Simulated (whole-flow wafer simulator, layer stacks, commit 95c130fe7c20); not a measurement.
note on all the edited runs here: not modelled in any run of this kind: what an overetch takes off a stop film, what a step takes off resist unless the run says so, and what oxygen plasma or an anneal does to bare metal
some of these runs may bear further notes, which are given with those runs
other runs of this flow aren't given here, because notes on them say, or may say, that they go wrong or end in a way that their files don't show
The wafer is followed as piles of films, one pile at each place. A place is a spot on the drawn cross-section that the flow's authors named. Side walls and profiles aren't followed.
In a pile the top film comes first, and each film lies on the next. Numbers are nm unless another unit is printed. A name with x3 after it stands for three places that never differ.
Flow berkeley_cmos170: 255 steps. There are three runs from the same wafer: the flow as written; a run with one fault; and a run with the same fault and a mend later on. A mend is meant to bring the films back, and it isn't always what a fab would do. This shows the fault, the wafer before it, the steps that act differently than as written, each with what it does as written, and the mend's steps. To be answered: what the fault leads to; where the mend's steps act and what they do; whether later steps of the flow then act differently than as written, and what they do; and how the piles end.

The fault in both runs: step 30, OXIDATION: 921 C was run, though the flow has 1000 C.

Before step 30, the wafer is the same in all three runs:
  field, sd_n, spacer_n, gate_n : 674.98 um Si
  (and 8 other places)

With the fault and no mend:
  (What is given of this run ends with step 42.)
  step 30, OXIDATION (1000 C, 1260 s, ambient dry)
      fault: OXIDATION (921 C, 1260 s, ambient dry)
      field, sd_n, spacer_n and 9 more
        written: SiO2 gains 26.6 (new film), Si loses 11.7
        fault: SiO2 gains 12.2 (new film), Si loses 5.36
  Later steps of the flow up to step 42 that are run all act as written at every place that is followed.
  The piles after step 42 differ from the flow's at field, sd_n, spacer_n and 9 more by more than 2% or 0.5 nm, whichever is larger.
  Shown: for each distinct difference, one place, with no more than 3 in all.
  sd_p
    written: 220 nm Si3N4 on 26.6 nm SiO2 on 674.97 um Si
    fault: 220 nm Si3N4 on 12.2 nm SiO2 on 674.97 um Si
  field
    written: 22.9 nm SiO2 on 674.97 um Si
    fault: 8.5 nm SiO2 on 674.97 um Si

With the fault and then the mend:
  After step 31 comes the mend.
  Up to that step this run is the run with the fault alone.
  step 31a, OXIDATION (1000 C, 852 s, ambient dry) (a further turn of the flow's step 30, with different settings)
      field, sd_n, spacer_n and 9 more
        SiO2 gains 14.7, Si loses 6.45
  Later steps of the flow that are run all act as written at every place that is followed, up to a difference of at most 2% or 0.5 nm, whichever is larger.
  At the end the piles are close to the flow's at the places that both follow, differing by at most 2% or 0.5 nm, whichever is larger.
